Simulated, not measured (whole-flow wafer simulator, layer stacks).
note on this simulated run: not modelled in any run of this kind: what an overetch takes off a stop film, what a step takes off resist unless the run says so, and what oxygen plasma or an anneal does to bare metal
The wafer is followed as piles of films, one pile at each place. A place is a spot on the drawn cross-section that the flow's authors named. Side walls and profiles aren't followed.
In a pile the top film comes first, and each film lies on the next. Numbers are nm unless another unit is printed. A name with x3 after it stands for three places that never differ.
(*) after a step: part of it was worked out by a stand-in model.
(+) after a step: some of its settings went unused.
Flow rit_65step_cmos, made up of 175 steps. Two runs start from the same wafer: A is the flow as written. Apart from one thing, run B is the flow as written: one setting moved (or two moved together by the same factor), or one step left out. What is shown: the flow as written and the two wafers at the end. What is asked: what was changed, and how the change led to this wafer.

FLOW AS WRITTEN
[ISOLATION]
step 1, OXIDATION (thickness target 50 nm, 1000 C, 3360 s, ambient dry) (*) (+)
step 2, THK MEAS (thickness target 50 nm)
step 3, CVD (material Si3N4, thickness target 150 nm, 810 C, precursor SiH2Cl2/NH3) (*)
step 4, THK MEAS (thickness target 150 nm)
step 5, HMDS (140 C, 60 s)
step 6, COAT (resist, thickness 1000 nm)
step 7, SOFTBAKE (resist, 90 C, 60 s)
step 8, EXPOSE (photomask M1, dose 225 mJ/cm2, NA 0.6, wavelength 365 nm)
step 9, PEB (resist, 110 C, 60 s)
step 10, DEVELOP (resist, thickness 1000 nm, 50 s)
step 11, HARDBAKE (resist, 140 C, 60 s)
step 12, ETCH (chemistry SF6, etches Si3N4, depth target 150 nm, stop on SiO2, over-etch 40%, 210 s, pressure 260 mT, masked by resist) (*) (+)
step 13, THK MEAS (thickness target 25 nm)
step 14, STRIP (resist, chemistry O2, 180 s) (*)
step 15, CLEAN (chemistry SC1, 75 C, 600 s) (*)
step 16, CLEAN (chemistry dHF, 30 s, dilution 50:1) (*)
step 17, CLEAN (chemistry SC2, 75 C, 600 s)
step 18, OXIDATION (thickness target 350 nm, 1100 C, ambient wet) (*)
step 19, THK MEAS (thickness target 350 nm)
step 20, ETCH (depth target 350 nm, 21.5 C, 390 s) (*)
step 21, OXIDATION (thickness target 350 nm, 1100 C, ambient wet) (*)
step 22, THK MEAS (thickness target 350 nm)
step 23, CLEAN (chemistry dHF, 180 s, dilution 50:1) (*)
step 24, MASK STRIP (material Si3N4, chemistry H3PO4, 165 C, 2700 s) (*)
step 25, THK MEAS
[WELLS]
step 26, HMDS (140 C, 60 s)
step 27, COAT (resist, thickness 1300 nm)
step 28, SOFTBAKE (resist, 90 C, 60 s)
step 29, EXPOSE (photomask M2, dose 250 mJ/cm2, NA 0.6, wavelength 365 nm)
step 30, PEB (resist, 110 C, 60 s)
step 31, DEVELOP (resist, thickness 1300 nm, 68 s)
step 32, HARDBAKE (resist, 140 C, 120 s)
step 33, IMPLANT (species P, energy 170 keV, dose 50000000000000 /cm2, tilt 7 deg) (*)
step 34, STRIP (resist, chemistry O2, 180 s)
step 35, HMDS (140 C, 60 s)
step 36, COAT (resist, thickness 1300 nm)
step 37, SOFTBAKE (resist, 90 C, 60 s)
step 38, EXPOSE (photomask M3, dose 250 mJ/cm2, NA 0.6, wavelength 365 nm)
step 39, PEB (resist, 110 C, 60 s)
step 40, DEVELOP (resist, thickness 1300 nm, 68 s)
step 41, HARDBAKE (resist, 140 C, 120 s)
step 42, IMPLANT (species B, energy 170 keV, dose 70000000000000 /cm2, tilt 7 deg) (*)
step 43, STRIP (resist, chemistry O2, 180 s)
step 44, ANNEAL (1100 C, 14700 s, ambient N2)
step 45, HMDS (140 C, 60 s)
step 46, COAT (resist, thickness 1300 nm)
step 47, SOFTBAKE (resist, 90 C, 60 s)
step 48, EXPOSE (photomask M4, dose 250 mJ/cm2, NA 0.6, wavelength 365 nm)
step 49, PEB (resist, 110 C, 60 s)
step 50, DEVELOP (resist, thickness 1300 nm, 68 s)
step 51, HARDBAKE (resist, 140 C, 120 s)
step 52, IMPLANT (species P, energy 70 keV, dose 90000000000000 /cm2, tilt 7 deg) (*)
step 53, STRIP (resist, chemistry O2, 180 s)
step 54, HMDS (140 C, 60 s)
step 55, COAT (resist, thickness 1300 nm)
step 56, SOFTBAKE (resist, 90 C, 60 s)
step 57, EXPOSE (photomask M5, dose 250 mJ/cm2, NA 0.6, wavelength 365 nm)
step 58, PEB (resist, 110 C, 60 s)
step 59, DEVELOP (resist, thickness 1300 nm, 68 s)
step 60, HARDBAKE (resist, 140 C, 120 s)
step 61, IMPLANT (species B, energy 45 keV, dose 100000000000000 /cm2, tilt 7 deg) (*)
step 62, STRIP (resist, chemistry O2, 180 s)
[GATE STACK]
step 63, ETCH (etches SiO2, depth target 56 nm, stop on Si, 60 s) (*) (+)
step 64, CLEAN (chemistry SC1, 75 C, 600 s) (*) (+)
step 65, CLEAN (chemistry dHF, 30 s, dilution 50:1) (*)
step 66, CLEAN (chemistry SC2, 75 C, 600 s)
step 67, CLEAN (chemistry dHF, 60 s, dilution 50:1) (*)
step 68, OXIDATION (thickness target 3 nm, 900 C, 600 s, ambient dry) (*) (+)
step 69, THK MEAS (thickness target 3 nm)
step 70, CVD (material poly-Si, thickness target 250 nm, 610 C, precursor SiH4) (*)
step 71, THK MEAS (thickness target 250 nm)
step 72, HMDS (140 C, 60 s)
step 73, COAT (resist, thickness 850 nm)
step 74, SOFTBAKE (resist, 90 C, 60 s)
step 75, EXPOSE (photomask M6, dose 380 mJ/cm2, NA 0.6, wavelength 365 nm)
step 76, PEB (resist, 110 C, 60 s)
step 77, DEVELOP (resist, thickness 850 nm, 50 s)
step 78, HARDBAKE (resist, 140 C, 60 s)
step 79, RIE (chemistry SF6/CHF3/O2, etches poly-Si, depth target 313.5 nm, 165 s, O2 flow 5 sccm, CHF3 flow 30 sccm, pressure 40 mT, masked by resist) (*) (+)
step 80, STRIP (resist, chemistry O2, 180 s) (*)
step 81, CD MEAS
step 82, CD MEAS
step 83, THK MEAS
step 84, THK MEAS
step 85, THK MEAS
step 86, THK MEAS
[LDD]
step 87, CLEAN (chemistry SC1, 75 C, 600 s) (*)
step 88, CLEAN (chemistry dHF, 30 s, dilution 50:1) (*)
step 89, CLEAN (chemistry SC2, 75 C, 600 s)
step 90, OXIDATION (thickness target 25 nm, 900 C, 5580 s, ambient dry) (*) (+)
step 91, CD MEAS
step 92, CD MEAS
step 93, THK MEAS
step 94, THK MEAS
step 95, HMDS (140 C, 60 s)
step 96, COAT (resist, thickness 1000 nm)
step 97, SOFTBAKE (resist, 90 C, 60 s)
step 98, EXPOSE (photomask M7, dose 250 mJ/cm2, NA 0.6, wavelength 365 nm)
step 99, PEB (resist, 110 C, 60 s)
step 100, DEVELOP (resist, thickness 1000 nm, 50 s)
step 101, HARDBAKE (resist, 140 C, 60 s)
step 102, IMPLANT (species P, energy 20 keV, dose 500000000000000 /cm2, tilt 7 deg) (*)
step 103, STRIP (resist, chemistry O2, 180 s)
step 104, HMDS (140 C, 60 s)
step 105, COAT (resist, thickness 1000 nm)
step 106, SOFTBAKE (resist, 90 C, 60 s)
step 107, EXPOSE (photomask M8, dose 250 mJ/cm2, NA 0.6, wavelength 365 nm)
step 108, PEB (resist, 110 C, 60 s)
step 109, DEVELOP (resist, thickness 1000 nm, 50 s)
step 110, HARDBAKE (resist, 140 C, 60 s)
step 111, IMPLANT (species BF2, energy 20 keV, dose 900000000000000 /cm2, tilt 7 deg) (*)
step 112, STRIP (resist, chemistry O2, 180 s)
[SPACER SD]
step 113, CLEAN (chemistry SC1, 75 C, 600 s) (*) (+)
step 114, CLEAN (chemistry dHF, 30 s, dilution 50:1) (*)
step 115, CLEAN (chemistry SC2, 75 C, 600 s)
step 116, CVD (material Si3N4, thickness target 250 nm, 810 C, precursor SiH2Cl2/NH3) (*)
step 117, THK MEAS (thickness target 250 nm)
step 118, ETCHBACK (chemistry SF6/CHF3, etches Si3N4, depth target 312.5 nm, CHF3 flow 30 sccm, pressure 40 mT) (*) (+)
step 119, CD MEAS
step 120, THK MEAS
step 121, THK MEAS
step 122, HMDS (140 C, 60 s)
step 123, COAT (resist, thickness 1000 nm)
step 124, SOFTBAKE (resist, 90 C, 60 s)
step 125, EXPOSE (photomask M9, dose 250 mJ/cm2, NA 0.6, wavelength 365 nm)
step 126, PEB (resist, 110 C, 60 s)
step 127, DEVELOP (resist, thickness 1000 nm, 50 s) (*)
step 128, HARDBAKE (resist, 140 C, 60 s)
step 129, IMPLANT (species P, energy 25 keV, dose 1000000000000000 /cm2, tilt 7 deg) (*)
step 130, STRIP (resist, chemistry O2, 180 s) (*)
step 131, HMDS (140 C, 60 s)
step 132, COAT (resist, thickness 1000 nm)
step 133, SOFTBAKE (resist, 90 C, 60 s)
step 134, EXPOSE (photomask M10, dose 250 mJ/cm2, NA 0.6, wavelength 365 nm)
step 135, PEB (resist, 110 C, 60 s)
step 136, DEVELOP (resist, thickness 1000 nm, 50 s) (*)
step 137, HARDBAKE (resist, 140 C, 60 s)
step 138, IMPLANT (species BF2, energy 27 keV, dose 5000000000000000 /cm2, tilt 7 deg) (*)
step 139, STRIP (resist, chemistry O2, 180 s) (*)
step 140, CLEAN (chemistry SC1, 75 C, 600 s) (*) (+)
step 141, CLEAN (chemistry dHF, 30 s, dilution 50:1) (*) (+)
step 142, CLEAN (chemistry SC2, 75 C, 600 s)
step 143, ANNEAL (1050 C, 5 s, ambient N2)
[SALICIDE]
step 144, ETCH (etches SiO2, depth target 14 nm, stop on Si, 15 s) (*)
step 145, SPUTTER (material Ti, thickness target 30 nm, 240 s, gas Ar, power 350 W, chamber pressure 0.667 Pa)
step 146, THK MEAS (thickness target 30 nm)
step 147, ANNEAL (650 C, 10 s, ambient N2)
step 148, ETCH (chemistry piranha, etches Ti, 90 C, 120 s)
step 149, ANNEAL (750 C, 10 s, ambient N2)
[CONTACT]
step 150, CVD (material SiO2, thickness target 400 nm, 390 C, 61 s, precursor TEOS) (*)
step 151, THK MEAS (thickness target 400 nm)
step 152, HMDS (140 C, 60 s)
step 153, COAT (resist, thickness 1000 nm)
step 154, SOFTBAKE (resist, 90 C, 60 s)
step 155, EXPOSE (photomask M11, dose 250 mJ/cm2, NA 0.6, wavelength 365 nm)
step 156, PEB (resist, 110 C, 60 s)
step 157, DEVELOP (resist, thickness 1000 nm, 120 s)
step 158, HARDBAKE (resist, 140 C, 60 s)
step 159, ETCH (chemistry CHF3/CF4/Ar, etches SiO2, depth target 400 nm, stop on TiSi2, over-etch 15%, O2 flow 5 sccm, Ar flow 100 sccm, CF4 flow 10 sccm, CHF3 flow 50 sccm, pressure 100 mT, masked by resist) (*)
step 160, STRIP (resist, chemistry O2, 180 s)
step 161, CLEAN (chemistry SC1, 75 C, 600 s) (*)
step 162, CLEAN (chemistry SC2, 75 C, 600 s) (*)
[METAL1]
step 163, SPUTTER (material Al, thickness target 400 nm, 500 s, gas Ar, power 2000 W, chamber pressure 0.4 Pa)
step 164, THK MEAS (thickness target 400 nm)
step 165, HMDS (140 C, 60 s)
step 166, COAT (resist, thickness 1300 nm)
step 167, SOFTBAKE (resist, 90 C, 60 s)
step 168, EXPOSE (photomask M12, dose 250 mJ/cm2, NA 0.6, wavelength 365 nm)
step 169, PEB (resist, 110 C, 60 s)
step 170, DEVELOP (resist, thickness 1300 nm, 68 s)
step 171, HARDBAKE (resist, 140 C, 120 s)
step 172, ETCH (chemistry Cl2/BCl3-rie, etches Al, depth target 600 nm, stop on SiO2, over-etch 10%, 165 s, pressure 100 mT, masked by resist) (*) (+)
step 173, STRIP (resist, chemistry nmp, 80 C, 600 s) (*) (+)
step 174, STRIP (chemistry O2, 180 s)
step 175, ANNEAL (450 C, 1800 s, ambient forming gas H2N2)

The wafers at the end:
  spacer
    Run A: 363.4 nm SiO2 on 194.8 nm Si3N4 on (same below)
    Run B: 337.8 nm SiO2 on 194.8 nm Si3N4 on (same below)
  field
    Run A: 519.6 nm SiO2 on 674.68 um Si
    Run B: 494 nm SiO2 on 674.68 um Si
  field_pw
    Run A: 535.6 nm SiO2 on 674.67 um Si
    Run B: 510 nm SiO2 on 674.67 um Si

What caused this: step 163, SPUTTER: thickness target 195 nm was run, whereas the flow has thickness target 400 nm; step 163, SPUTTER: 244 s was run, where the flow has 500 s.

The path from the change to this, step by step:
  step 163, SPUTTER (material Al, thickness target 400 nm, 500 s, gas Ar, power 2000 W, chamber pressure 0.4 Pa)
      field, field_p, spacer, spacer_p: A +400 Al (new film) | B +195 Al (new film)
      gate_n, gate_p: A +396 Al (new film) | B +195 Al (new film)
      (as well as at 2 more places)
  step 172, ETCH (chemistry Cl2/BCl3-rie, etches Al, depth target 600 nm, stop on SiO2, over-etch 10%, 165 s, pressure 100 mT, masked by resist) (*) (+)
      field, field_p, spacer, spacer_p: A -400 Al (all of it), -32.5 SiO2 | B -195 Al (all of it), -58.1 SiO2
      gate_n, gate_p: A -396 Al (all of it), -33 SiO2 | B -195 Al (all of it), -58.1 SiO2
      (as well as at 2 more places)
